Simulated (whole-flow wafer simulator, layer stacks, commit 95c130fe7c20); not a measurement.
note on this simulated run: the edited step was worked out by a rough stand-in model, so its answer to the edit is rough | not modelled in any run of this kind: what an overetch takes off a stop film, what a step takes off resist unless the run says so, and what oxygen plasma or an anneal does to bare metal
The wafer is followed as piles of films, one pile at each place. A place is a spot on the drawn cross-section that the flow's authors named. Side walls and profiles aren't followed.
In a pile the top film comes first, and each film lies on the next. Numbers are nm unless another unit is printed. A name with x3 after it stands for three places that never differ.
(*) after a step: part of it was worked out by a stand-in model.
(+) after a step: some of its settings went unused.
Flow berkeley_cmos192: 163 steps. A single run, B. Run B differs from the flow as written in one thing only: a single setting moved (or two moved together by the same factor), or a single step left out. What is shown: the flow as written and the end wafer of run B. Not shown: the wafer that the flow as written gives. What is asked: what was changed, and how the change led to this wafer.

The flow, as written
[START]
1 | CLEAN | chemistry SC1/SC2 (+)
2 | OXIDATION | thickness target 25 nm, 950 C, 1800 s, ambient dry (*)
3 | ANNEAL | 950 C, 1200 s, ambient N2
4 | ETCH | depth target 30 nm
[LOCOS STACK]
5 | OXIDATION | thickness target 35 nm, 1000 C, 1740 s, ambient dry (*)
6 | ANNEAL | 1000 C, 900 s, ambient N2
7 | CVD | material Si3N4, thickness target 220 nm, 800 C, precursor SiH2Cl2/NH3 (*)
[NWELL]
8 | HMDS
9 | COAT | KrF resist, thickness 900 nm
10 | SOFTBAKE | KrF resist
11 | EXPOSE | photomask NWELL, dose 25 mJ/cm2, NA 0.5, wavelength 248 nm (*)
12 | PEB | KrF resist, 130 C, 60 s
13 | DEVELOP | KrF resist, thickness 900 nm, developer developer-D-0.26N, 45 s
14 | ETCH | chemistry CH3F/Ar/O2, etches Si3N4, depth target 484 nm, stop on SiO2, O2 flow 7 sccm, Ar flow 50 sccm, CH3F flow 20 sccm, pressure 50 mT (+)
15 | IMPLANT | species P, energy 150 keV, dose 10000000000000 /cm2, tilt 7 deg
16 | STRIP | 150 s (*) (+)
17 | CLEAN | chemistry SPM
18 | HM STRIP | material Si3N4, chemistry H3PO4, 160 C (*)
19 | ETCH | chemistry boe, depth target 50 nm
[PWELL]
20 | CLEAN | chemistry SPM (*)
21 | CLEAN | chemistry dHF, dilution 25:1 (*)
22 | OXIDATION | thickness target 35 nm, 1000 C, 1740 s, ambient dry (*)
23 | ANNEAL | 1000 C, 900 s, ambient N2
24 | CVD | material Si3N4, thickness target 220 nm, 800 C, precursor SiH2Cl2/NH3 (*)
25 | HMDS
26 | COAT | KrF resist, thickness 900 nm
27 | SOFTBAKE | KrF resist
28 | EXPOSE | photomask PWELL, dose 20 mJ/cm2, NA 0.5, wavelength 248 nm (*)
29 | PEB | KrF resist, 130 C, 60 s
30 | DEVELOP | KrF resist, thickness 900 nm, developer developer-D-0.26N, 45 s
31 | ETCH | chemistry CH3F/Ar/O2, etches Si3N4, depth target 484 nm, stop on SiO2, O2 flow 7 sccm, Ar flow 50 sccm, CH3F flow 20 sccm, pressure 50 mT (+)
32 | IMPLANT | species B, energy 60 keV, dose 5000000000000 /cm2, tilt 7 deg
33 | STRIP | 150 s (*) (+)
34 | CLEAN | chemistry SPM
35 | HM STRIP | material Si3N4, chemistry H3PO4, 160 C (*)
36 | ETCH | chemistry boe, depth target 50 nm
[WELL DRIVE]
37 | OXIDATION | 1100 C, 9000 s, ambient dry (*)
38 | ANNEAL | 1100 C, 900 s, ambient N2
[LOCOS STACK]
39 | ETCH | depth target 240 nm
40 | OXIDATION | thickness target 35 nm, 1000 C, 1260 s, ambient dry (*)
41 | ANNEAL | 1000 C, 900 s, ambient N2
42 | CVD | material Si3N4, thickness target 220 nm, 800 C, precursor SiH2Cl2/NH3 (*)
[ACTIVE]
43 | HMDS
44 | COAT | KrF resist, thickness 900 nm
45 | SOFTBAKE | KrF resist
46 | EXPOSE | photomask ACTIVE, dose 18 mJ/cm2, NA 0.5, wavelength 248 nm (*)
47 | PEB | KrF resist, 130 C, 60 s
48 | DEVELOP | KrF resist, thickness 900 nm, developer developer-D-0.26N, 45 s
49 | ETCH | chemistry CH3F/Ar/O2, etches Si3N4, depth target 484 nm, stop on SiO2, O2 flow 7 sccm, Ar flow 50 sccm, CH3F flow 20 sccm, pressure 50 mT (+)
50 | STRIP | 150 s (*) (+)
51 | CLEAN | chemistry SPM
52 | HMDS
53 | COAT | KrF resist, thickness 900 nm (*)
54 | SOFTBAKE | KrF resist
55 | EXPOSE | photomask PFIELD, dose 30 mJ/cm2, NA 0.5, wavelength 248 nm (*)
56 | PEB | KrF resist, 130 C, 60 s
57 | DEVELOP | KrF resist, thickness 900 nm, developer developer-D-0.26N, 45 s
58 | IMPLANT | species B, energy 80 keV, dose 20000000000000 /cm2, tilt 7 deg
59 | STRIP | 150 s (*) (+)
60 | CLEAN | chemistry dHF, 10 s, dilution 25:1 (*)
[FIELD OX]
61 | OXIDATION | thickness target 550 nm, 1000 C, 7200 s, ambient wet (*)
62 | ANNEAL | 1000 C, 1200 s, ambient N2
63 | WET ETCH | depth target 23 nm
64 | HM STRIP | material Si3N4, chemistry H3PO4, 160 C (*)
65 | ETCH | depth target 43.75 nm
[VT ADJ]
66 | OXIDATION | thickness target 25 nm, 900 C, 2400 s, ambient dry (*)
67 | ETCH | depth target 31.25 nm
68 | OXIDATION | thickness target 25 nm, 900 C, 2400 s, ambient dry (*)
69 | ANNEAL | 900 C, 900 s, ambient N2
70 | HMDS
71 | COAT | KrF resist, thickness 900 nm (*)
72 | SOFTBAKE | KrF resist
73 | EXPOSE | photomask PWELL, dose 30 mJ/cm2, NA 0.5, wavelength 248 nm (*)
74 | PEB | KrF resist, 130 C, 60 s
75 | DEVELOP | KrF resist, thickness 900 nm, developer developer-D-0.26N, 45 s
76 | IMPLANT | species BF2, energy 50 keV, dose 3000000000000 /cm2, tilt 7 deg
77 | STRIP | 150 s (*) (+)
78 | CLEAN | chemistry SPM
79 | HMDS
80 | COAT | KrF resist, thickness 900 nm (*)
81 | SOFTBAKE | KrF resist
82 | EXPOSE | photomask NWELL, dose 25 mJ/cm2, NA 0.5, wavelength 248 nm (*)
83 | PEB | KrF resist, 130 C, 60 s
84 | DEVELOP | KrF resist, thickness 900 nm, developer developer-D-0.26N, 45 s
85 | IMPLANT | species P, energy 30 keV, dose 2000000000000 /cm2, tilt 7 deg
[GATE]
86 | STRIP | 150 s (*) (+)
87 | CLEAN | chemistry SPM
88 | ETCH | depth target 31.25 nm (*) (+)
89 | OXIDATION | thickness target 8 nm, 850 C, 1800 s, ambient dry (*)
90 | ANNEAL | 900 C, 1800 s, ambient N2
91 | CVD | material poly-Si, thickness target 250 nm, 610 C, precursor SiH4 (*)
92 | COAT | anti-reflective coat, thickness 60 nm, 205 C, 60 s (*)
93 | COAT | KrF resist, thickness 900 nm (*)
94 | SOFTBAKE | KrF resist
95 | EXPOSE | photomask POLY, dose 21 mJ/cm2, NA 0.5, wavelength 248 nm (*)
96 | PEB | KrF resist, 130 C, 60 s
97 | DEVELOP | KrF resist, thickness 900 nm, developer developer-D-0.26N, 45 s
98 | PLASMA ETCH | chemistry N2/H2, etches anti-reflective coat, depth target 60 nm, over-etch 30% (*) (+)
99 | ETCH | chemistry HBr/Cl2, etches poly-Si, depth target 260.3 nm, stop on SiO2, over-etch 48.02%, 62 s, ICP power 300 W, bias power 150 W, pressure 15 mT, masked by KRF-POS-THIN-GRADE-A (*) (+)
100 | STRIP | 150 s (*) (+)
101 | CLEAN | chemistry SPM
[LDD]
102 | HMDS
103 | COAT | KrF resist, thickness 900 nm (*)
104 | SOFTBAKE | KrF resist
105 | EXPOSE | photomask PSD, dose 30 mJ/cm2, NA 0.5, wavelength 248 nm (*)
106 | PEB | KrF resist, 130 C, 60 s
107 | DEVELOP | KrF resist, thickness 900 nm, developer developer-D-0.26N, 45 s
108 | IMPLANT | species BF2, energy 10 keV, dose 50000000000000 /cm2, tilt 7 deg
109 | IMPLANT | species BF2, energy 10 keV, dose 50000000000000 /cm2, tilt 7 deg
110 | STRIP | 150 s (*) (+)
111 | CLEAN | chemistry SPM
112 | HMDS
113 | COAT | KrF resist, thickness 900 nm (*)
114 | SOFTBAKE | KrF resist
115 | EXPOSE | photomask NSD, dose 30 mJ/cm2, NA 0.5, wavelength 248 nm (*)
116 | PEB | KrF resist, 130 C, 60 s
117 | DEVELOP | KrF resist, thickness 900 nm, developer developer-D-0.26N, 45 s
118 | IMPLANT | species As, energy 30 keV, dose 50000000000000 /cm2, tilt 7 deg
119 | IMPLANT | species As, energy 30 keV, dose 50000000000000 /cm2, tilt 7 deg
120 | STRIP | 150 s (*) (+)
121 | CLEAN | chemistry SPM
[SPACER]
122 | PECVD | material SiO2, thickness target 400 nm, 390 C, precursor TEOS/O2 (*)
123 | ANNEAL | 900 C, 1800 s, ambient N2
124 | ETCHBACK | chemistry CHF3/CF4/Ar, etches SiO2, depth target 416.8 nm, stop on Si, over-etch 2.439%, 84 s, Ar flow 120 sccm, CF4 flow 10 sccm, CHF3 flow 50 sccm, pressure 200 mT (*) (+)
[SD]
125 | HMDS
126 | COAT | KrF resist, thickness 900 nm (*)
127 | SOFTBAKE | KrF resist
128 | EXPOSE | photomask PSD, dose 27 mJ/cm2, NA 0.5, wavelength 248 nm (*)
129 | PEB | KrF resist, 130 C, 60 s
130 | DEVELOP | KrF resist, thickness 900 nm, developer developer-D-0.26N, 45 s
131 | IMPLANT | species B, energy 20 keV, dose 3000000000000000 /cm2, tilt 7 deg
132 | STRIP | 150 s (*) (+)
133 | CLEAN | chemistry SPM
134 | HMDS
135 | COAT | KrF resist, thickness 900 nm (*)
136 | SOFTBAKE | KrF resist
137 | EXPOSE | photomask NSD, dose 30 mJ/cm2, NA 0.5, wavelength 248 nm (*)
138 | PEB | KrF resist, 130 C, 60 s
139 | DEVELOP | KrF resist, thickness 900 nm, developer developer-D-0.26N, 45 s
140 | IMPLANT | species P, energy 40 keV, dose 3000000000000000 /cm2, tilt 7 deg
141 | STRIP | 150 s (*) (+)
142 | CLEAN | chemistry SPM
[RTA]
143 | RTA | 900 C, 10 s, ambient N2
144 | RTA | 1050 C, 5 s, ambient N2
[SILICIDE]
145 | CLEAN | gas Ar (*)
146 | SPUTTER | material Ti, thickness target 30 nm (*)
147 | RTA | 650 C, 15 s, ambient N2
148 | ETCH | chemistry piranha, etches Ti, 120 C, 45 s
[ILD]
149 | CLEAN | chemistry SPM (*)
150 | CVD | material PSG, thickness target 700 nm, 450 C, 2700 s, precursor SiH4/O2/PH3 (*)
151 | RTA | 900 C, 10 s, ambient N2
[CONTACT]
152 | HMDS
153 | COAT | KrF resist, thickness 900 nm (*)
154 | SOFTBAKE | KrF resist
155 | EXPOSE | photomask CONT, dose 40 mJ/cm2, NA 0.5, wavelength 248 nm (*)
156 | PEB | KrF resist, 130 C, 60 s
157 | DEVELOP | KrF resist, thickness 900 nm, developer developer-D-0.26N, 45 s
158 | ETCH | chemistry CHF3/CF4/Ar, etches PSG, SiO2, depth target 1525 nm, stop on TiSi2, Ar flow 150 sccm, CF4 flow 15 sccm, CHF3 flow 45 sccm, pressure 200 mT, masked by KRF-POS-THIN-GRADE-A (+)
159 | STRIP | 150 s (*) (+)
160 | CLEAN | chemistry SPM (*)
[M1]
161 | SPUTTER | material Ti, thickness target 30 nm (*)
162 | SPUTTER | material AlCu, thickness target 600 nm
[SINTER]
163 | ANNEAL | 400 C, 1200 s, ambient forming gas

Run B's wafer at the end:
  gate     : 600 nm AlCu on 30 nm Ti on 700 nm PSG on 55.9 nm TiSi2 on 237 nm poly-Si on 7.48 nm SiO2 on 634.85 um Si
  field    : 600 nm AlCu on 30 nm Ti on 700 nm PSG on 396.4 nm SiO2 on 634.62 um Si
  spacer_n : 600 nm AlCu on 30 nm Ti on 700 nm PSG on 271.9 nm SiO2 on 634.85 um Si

The reason: step 91, CVD: thickness target 296 nm was run, while the flow as written has thickness target 250 nm.

How this came from the change, step by step:
  91 | CVD | material poly-Si, thickness target 250 nm, 610 C, precursor SiH4 (*)
      field, sd_n, spacer_n and 6 more: +296 poly-Si (new film) (as written it would have been: +250 poly-Si (new film))
  99 | ETCH | chemistry HBr/Cl2, etches poly-Si, depth target 260.3 nm, stop on SiO2, over-etch 48.02%, 62 s, ICP power 300 W, bias power 150 W, pressure 15 mT, masked by KRF-POS-THIN-GRADE-A (*) (+)
      spacer_n, spacer_p: -291.7 poly-Si (all of it), -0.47 SiO2 (as written it would have been: -245.8 poly-Si (all of it), -1.74 SiO2)
      field: -291.8 poly-Si (all of it), -0.47 SiO2 (as written it would have been: -245.8 poly-Si (all of it), -1.74 SiO2)
      (also at 4 further places)
  103 | COAT | KrF resist, thickness 900 nm (*)
      gate: +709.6 KrF resist (new film) (as written it would have been: +748 KrF resist (new film))
      gate_p: +705.6 KrF resist (new film) (as written it would have been: +744.1 KrF resist (new film))
  107 | DEVELOP | KrF resist, thickness 900 nm, developer developer-D-0.26N, 45 s
      gate_p: -704.6 KrF resist (all of it) (as written it would have been: -742.9 KrF resist (all of it))
  110 | STRIP | 150 s (*) (+)
      gate: -694.3 KrF resist (all of it), +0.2 chemical SiO2, -0.09 poly-Si (as written it would have been: -732.7 KrF resist (all of it), +0.2 chemical SiO2, -0.09 poly-Si)
  113 | COAT | KrF resist, thickness 900 nm (*)
      gate: +709.5 KrF resist (new film) (as written it would have been: +747.9 KrF resist (new film))
      gate_p: +705.5 KrF resist (new film) (as written it would have been: +743.9 KrF resist (new film))
  117 | DEVELOP | KrF resist, thickness 900 nm, developer developer-D-0.26N, 45 s
      gate: -708.4 KrF resist (all of it) (as written it would have been: -746.8 KrF resist (all of it))
  120 | STRIP | 150 s (*) (+)
      gate_p: -690.2 KrF resist (all of it), +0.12 chemical SiO2, -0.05 poly-Si (as written it would have been: -728.6 KrF resist (all of it), +0.12 chemical SiO2, -0.05 poly-Si)
  124 | ETCHBACK | chemistry CHF3/CF4/Ar, etches SiO2, depth target 416.8 nm, stop on Si, over-etch 2.439%, 84 s, Ar flow 120 sccm, CF4 flow 10 sccm, CHF3 flow 50 sccm, pressure 200 mT (*) (+)
      spacer_n: -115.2 SiO2 (as written it would have been: -160 SiO2)
      spacer_p: -115.2 SiO2 (as written it would have been: -159.9 SiO2)
  126 | COAT | KrF resist, thickness 900 nm (*)
      spacer_n: +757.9 KrF resist (new film) (as written it would have been: +791.6 KrF resist (new film))
      gate: +738.5 KrF resist (new film) (as written it would have been: +771.5 KrF resist (new film))
      (also at 2 further places)
  130 | DEVELOP | KrF resist, thickness 900 nm, developer developer-D-0.26N, 45 s
      spacer_p: -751 KrF resist (all of it) (as written it would have been: -784.6 KrF resist (all of it))
      gate_p: -731.5 KrF resist (all of it) (as written it would have been: -764.3 KrF resist (all of it))
  132 | STRIP | 150 s (*) (+)
      spacer_n: -742.5 KrF resist (all of it) (as written it would have been: -776.1 KrF resist (all of it))
      gate: +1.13 chemical SiO2 (new film), -723.2 KrF resist (all of it), -0.5 poly-Si (as written it would have been: +1.13 chemical SiO2 (new film), -756.1 KrF resist (all of it), -0.5 poly-Si)
  135 | COAT | KrF resist, thickness 900 nm (*)
      spacer_n: +758.2 KrF resist (new film) (as written it would have been: +791.1 KrF resist (new film))
      gate: +738.2 KrF resist (new film) (as written it would have been: +770.3 KrF resist (new film))
      (also at 2 further places)
  139 | DEVELOP | KrF resist, thickness 900 nm, developer developer-D-0.26N, 45 s
      spacer_n: -757 KrF resist (all of it) (as written it would have been: -789.9 KrF resist (all of it))
      gate: -737.1 KrF resist (all of it) (as written it would have been: -769.1 KrF resist (all of it))
  141 | STRIP | 150 s (*) (+)
      spacer_p: -737.2 KrF resist (all of it) (as written it would have been: -770.2 KrF resist (all of it))
      gate_p: -716.9 KrF resist (all of it), +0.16 chemical SiO2 (as written it would have been: -749.1 KrF resist (all of it), +0.16 chemical SiO2)
  153 | COAT | KrF resist, thickness 900 nm (*)
      spacer_n: +805.4 KrF resist (new film) (as written it would have been: +829.8 KrF resist (new film))
      gate: +788.2 KrF resist (new film) (as written it would have been: +809.7 KrF resist (new film))
      (also at 2 further places)
  159 | STRIP | 150 s (*) (+)
      spacer_n: -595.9 KrF resist (all of it) (as written it would have been: -620.3 KrF resist (all of it))
      gate: -578.7 KrF resist (all of it) (as written it would have been: -600.1 KrF resist (all of it))
      (also at 2 further places)
